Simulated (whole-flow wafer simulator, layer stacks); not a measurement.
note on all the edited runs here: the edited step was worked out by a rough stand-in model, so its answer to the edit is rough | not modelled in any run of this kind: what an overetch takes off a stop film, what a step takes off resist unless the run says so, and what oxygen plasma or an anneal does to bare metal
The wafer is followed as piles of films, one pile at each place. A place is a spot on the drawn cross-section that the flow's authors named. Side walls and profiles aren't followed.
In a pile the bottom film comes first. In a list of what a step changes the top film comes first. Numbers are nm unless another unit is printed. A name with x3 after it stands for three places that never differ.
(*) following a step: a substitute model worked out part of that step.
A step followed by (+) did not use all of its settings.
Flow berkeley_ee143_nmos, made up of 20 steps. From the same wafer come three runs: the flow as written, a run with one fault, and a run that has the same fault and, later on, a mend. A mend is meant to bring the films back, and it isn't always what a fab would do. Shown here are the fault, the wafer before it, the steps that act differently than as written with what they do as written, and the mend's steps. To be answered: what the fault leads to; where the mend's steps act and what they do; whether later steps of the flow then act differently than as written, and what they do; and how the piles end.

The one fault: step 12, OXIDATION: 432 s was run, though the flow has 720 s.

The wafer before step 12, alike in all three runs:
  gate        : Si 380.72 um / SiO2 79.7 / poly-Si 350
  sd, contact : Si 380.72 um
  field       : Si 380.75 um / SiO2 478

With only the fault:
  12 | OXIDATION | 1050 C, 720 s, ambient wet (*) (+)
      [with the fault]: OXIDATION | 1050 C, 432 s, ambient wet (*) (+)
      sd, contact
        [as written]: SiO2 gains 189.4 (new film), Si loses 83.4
        [with the fault]: SiO2 gains 130.1 (new film), Si loses 57.2
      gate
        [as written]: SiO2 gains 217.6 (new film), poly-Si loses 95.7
        [with the fault]: SiO2 gains 154.1 (new film), poly-Si loses 67.8
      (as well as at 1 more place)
  Later steps of the flow acting differently than as written:
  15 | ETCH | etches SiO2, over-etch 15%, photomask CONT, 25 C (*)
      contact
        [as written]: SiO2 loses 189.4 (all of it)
        [with the fault]: SiO2 loses 130.1 (all of it)
  By the end, the piles at gate, sd, field depart from the flow's by more than 2% or 0.5 nm, whichever is larger.
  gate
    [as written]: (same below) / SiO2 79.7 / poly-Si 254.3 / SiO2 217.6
    [with the fault]: (same below) / SiO2 79.7 / poly-Si 282.2 / SiO2 154.1
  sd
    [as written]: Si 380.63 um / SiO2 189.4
    [with the fault]: Si 380.66 um / SiO2 130.1
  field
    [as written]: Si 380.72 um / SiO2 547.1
    [with the fault]: Si 380.73 um / SiO2 520.3

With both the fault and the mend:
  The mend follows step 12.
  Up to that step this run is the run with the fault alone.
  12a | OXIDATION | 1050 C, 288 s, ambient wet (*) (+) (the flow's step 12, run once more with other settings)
      sd, contact
        SiO2 gains 59.4, Si loses 26.1
      gate
        SiO2 gains 63.4, poly-Si loses 27.9
      field
        SiO2 gains 26.8, Si loses 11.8
  Every later step of the flow that is run acts as written at every place that is followed.
  By the end, the piles equal the flow's at every place that both follow.
